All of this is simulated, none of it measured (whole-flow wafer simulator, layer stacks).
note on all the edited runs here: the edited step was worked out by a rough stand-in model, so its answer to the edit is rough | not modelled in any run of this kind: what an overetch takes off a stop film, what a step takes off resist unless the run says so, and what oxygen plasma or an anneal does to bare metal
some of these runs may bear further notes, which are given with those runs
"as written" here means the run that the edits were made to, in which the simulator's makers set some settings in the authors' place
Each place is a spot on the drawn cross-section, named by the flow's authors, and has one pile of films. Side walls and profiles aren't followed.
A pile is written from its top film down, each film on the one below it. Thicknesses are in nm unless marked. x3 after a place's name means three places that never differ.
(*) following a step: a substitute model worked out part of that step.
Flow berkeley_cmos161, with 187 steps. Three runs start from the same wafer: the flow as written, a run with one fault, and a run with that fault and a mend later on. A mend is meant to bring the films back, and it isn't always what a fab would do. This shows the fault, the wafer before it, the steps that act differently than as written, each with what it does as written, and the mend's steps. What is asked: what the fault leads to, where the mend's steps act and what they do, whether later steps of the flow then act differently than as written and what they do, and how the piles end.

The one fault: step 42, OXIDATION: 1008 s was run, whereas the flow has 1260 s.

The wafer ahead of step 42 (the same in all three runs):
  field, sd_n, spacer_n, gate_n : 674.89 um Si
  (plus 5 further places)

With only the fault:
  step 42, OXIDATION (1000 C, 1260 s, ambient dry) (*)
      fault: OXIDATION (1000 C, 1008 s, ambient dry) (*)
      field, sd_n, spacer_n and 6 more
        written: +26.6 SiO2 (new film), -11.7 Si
        fault: +23.6 SiO2 (new film), -10.4 Si
  Later steps of the flow acting differently than as written (not shown: 49 more steps that differ only slightly, by at most 2% or 0.5 nm, whichever is larger):
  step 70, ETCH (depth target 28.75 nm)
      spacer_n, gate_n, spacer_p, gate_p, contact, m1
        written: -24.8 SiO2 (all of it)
        fault: -21.8 SiO2 (all of it)
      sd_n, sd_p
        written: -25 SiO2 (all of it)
        fault: -21.9 SiO2 (all of it)
  The piles end only slightly different from the flow's at the places that both follow, by no more than 2% or 0.5 nm, whichever is larger.

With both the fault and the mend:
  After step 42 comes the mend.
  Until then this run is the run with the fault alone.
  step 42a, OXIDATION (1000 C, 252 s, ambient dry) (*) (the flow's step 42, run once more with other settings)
      field, sd_n, spacer_n and 6 more
        +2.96 SiO2, -1.3 Si
  Later steps of the flow that are run all act as written at every place that is followed.
  The piles end the same as the flow's at every place that both follow.
